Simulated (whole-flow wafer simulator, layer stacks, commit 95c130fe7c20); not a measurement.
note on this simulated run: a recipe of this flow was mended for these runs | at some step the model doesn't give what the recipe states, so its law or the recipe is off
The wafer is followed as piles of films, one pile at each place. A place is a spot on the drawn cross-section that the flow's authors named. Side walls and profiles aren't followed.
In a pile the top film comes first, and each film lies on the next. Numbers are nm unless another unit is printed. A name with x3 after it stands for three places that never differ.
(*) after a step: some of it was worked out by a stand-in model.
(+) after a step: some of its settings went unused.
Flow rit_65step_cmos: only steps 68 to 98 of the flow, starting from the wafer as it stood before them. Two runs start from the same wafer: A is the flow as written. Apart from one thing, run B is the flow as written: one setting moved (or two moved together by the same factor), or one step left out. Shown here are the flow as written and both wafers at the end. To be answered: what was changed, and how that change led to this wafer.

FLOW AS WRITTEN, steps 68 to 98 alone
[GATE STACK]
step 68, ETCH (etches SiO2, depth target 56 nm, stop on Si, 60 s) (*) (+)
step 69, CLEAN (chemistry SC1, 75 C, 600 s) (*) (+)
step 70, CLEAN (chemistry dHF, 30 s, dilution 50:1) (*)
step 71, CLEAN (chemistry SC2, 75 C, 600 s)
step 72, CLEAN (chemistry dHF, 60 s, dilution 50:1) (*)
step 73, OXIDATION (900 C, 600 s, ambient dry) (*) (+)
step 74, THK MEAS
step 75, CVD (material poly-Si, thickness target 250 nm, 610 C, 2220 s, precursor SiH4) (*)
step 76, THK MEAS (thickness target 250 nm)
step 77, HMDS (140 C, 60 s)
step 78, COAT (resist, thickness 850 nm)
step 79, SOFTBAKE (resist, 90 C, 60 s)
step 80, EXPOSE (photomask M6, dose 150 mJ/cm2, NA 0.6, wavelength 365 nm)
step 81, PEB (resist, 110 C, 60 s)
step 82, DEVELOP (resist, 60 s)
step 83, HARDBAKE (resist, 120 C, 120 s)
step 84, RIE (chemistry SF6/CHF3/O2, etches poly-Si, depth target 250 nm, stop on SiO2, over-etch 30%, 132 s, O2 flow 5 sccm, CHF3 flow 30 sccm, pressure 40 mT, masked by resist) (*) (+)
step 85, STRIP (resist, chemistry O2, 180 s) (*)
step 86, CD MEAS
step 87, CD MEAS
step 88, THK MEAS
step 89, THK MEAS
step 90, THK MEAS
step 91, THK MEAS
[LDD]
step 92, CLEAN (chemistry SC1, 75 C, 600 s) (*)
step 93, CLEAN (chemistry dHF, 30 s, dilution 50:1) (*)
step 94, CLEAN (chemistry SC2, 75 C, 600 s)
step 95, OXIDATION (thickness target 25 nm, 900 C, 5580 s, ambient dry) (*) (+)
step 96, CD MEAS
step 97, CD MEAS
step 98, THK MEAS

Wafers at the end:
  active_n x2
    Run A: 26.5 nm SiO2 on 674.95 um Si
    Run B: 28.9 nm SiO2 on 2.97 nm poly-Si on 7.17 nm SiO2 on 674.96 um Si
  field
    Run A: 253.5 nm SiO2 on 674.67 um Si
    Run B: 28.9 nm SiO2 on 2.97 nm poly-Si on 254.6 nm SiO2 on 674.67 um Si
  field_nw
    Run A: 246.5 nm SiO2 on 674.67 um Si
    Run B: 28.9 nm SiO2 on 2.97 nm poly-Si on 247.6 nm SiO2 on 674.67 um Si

Cause: step 75, CVD: thickness target 345 nm was run, while the flow as written has thickness target 250 nm; step 75, CVD: 3059 s was run, where the flow has 2220 s.

Step by step, how the change led to this:
  step 75, CVD (material poly-Si, thickness target 250 nm, 610 C, 2220 s, precursor SiH4) (*)
      field, field_pw, field_nw and 11 more: A poly-Si gains 250 (new film) | B poly-Si gains 345 (new film)
  step 84, RIE (chemistry SF6/CHF3/O2, etches poly-Si, depth target 250 nm, stop on SiO2, over-etch 30%, 132 s, O2 flow 5 sccm, CHF3 flow 30 sccm, pressure 40 mT, masked by resist) (*) (+)
      field, field_pw, field_nw and 9 more: A poly-Si loses 250 (all of it), SiO2 loses 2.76 | B poly-Si loses 325
  step 85, STRIP (resist, chemistry O2, 180 s) (*)
      field, field_pw, field_nw and 9 more: A nothing | B chemical SiO2 gains 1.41 (new film), poly-Si loses 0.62
  step 92, CLEAN (chemistry SC1, 75 C, 600 s) (*)
      field, field_pw, field_nw and 9 more: A SiO2 loses 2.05 | B chemical SiO2 loses 0.81, poly-Si loses 3.7
  step 93, CLEAN (chemistry dHF, 30 s, dilution 50:1) (*)
      active_n x2, spacer, spacer_p, sd_n, sd_p, contact, m1: A SiO2 loses 2.36 (all of it) | B chemical SiO2 loses 0.6 (all of it)
      field, field_pw, field_nw, field_p: A SiO2 loses 2.78 | B chemical SiO2 loses 0.6 (all of it)
  step 95, OXIDATION (thickness target 25 nm, 900 C, 5580 s, ambient dry) (*) (+)
      active_n x2, spacer, spacer_p, sd_n, sd_p, contact, m1: A SiO2 gains 26.5 (new film), chemical SiO2 loses 0.4 (all of it), Si loses 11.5 | B SiO2 gains 28.9 (new film), chemical SiO2 loses 0.4 (all of it), poly-Si loses 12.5
      field, field_pw: A SiO2 gains 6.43, Si loses 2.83 | B SiO2 gains 28.9 (new film), chemical SiO2 loses 0.4 (all of it), poly-Si loses 12.5
      (also at 2 further places)
